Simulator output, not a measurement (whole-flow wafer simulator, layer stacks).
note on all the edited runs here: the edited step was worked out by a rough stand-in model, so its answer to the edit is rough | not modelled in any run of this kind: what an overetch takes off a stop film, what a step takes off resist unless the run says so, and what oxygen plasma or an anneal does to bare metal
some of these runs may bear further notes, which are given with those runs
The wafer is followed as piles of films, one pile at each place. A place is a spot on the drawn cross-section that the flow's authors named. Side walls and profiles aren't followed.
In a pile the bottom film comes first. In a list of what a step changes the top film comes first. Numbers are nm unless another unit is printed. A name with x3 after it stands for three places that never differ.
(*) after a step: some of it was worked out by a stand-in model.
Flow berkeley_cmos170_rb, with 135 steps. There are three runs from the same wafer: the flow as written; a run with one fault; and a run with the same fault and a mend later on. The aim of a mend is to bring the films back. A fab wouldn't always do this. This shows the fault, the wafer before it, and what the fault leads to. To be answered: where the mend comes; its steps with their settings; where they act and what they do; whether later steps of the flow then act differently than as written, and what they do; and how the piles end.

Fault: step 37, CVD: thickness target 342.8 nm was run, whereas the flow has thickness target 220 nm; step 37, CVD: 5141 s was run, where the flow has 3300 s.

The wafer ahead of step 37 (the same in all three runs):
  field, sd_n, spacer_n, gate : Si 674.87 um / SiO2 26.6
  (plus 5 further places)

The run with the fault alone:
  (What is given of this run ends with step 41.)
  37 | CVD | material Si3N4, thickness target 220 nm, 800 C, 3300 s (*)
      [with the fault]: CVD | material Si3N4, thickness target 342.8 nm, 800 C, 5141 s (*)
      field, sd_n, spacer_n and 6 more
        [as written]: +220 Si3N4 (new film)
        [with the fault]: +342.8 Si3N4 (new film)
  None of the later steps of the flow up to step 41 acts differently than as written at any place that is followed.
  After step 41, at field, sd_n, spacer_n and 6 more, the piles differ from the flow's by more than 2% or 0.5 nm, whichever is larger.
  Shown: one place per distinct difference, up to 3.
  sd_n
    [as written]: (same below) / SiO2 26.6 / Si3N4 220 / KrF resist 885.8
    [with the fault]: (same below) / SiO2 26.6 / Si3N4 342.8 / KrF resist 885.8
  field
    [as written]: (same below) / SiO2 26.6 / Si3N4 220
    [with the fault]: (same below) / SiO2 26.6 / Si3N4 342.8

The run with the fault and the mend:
  The mend stands after step 37.
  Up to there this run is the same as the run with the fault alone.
  37a | ETCH | chemistry h3po4, depth target 122.8 nm (the flow's step 30, run once more with other settings)
      field, sd_n, spacer_n and 6 more
        -122.8 Si3N4
  None of the later steps of the flow acts differently than as written at any place that is followed.
  At every place that both follow, the piles at the end match the flow's.
